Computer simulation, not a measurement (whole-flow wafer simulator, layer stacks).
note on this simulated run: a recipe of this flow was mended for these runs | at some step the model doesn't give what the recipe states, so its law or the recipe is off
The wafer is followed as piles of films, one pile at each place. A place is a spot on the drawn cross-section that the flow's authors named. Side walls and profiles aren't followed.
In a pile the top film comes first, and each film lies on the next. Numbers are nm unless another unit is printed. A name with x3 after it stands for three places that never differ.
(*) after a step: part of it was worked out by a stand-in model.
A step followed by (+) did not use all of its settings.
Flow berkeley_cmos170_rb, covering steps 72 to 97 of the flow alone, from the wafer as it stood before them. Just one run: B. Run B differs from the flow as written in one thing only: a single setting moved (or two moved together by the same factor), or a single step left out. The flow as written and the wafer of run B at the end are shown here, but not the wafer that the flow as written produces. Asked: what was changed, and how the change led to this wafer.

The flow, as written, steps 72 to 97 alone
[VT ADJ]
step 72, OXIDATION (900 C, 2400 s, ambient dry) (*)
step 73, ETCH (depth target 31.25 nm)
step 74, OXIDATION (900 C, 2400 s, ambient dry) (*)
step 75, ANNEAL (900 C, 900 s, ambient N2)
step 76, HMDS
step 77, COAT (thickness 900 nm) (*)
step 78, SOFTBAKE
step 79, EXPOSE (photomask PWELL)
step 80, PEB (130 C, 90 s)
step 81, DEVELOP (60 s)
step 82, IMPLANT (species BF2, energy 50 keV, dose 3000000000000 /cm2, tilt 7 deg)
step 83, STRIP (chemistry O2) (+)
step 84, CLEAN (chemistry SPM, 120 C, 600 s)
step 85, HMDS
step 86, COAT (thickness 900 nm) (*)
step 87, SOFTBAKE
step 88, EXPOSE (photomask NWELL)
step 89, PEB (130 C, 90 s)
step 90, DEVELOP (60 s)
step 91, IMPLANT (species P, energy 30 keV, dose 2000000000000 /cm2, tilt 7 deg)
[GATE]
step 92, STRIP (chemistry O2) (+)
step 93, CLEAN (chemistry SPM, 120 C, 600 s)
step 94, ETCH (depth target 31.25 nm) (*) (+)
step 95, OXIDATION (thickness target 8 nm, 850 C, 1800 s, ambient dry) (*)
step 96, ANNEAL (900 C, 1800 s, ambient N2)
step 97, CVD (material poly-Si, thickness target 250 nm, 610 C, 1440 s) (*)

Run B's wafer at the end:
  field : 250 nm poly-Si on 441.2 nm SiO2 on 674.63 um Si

The reason: step 73, ETCH: depth target 21.88 nm was run, though the flow has depth target 31.25 nm.

Step by step, how the change led to this:
  step 73, ETCH (depth target 31.25 nm)
      field: -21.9 SiO2 (in the flow as written it would be: -31.2 SiO2)
